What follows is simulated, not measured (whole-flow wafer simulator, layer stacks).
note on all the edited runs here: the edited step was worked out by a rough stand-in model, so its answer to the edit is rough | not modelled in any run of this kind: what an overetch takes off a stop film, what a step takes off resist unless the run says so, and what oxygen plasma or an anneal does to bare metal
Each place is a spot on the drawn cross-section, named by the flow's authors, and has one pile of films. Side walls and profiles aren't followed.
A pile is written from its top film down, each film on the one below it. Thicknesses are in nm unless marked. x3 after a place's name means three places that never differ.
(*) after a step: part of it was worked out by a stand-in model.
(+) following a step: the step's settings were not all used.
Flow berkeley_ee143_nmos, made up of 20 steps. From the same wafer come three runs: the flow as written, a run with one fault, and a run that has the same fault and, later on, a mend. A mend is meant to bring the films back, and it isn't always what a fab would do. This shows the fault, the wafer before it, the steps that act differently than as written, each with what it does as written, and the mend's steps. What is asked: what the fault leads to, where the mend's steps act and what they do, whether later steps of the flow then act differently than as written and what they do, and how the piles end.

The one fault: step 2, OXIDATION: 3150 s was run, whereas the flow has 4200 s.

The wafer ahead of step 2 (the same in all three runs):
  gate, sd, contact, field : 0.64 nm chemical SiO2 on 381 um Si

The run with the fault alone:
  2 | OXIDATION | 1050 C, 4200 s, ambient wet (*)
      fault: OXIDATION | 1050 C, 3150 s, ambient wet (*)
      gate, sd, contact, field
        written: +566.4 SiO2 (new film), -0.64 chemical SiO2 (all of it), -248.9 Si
        fault: +476.5 SiO2 (new film), -0.64 chemical SiO2 (all of it), -209.4 Si
  Steps further on in the flow that do not act as written:
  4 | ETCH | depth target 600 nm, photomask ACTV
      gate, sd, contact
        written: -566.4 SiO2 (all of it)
        fault: -476.5 SiO2 (all of it)
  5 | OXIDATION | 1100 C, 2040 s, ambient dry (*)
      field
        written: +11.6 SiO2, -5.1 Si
        fault: +13.4 SiO2, -5.91 Si
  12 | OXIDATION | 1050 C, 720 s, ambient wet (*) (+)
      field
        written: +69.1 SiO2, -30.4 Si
        fault: +79.1 SiO2, -34.8 Si
  The piles end different from the flow's at field by more than 2% or 0.5 nm, whichever is larger.
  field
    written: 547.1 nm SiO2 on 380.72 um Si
    fault: 469 nm SiO2 on 380.75 um Si

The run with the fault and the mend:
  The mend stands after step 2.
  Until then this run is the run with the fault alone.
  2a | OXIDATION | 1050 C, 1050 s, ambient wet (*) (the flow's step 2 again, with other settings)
      gate, sd, contact, field
        +92 SiO2, -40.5 Si
  None of the later steps of the flow differs from how it acts as written, at any place that is followed, by more than 2% or 0.5 nm, whichever is larger.
  The piles end only slightly different from the flow's at the places that both follow, by no more than 2% or 0.5 nm, whichever is larger.
